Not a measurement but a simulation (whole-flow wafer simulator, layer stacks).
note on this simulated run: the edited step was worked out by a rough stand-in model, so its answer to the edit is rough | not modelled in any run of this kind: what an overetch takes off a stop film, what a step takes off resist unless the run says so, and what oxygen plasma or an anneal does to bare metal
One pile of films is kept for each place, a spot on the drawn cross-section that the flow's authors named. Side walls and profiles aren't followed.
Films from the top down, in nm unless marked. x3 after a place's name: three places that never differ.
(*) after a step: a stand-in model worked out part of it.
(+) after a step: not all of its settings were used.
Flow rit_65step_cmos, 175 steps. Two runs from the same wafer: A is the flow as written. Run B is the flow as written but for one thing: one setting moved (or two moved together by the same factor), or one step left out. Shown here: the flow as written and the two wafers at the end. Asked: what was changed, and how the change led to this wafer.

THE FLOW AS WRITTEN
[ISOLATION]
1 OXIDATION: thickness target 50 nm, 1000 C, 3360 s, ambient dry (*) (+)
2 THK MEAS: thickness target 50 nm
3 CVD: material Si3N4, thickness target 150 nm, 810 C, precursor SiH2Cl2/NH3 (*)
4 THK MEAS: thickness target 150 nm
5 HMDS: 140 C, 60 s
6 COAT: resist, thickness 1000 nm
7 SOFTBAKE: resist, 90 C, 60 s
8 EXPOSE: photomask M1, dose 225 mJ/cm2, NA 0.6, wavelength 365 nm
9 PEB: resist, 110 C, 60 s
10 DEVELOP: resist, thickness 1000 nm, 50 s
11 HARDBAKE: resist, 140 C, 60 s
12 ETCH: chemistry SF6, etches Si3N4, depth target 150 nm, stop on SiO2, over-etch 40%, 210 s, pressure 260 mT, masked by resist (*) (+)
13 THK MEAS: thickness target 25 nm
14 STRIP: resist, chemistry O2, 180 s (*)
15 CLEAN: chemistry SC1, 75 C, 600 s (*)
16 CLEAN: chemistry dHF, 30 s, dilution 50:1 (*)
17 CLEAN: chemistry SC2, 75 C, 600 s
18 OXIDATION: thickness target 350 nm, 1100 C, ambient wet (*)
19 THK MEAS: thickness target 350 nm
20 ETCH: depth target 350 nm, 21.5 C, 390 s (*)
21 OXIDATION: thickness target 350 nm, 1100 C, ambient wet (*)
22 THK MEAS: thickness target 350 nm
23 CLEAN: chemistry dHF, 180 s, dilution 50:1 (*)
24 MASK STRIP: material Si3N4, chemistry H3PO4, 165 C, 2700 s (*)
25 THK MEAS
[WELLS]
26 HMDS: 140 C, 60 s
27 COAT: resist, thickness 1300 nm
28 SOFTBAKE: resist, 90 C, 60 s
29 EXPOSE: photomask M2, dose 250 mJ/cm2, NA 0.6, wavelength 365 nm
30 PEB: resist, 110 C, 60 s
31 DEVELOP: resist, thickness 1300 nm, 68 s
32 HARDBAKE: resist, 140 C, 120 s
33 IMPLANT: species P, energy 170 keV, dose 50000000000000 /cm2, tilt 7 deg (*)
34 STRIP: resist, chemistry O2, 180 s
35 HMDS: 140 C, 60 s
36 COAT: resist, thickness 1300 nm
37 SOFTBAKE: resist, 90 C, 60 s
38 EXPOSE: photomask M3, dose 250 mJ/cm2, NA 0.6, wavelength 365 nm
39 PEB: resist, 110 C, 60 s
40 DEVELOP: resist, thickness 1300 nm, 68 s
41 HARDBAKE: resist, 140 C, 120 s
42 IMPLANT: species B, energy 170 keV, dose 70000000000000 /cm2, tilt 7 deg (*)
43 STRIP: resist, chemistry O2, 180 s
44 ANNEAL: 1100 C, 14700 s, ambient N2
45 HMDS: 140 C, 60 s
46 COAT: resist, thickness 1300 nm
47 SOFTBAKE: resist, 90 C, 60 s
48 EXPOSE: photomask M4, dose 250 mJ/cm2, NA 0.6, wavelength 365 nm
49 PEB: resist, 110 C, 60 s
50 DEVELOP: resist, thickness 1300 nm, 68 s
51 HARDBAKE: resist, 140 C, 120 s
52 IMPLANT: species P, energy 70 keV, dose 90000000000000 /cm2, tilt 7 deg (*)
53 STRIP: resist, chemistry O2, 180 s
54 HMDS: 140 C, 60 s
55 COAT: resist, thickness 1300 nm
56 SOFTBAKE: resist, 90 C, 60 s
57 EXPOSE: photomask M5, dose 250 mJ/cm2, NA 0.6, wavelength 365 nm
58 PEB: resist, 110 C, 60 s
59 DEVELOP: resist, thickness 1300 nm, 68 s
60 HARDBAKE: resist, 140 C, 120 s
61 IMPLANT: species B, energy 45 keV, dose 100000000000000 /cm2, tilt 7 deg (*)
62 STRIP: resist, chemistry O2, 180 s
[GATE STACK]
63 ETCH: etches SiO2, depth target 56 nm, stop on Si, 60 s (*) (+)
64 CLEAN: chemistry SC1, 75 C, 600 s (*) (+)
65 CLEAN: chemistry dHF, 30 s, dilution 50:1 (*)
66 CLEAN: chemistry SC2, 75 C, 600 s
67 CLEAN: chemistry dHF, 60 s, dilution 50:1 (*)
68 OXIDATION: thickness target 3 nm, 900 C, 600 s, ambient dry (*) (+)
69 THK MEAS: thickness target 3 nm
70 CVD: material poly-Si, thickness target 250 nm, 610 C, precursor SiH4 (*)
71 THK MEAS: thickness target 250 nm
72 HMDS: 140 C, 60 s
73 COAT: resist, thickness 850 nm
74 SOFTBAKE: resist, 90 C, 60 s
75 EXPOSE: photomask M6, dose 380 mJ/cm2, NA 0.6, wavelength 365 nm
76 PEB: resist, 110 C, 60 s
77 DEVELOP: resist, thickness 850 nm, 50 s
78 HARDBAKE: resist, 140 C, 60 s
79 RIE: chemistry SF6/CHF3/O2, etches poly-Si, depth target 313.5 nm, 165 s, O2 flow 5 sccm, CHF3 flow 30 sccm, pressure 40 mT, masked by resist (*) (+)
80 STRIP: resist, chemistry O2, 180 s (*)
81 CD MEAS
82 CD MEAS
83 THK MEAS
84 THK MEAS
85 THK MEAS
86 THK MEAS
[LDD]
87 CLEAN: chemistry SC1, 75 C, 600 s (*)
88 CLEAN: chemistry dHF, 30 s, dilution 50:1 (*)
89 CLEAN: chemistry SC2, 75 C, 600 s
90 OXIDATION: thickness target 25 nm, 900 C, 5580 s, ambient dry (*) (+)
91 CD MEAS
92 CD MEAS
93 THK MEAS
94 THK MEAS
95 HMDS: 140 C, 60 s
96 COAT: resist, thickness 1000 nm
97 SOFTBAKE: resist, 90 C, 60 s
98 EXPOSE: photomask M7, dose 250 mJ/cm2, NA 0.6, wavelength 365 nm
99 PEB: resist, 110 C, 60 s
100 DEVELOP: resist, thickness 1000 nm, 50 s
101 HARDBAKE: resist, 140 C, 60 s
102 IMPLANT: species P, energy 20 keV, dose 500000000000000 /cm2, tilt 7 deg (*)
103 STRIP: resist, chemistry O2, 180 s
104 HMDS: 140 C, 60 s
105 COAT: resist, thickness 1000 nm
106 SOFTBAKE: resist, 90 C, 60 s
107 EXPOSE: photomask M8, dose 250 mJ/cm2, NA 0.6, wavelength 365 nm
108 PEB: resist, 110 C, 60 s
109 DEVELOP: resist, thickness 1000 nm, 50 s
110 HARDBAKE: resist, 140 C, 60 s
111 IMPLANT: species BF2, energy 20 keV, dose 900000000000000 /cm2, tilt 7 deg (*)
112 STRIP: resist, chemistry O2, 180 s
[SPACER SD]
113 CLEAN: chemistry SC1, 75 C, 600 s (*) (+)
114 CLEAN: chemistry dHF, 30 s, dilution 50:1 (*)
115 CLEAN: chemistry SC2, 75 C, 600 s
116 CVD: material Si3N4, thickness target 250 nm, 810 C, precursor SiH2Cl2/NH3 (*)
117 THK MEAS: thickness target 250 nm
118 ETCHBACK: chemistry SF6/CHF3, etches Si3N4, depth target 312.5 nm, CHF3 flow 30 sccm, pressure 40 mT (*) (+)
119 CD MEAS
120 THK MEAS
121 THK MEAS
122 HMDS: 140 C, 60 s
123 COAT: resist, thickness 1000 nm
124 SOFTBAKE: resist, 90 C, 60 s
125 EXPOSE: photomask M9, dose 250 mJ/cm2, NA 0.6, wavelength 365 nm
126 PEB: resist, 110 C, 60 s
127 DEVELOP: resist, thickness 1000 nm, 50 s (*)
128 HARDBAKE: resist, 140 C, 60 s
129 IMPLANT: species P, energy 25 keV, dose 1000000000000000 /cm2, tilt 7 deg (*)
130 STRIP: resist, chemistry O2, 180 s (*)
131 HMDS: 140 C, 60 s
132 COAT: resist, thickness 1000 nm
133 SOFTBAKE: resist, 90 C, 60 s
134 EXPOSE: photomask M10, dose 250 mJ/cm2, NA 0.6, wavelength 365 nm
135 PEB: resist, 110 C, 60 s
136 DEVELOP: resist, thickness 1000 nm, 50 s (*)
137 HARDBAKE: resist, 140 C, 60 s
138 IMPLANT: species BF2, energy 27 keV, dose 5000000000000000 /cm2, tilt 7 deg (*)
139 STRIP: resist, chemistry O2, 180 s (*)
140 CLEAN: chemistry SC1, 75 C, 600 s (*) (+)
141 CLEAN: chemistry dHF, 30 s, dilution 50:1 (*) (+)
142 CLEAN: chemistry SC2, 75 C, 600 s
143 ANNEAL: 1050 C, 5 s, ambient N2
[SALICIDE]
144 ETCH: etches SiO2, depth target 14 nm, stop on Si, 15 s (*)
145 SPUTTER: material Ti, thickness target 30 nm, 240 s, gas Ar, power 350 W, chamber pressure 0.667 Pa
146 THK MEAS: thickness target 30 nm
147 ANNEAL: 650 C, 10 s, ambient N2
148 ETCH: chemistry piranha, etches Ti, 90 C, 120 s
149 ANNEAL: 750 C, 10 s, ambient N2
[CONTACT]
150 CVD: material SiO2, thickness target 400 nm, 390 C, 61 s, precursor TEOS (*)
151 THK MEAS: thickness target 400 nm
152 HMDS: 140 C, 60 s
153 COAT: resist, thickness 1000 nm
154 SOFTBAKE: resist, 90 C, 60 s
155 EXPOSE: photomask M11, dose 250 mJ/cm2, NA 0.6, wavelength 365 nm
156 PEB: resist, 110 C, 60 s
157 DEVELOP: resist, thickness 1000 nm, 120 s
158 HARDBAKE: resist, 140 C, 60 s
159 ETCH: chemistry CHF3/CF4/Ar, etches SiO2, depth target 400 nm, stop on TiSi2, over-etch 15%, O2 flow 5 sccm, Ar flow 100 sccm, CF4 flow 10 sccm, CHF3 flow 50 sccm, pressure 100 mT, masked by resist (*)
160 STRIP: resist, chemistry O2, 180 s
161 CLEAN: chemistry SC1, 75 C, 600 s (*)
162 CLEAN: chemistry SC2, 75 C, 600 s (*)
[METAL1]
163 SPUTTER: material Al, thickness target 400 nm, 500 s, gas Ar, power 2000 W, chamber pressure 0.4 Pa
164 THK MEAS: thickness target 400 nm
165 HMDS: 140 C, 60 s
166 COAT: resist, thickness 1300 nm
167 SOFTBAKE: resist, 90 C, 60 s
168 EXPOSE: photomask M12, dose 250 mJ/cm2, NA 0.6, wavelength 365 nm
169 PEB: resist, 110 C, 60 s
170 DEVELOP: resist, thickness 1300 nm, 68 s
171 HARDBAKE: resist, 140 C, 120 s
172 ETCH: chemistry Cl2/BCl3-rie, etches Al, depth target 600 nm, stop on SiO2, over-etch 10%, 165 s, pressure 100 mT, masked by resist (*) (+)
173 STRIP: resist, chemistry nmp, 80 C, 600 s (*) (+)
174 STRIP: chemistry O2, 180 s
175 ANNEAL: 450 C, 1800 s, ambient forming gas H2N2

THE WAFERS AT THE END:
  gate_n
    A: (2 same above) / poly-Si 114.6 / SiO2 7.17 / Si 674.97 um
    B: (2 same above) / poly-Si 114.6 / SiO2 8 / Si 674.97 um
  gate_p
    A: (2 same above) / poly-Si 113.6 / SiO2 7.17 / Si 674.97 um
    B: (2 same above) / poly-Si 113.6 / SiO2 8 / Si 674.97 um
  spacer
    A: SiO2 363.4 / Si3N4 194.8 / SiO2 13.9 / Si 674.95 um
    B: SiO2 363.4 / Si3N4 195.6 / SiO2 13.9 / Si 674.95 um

The cause: step 68, OXIDATION: 720 s was run, where the flow has 600 s.

How the change led to this, step by step:
  68 OXIDATION: thickness target 3 nm, 900 C, 600 s, ambient dry (*) (+)
      active_n, active_p, gate_n and 7 more: A SiO2 +7.17 (new film), Si -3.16 | B SiO2 +8 (new film), Si -3.52
  79 RIE: chemistry SF6/CHF3/O2, etches poly-Si, depth target 313.5 nm, 165 s, O2 flow 5 sccm, CHF3 flow 30 sccm, pressure 40 mT, masked by resist (*) (+)
      active_n, active_p, spacer, spacer_p, sd_n, sd_p, contact, m1: A poly-Si -250 (all of it), SiO2 -7.17 (all of it) | B poly-Si -250 (all of it), SiO2 -8 (all of it)
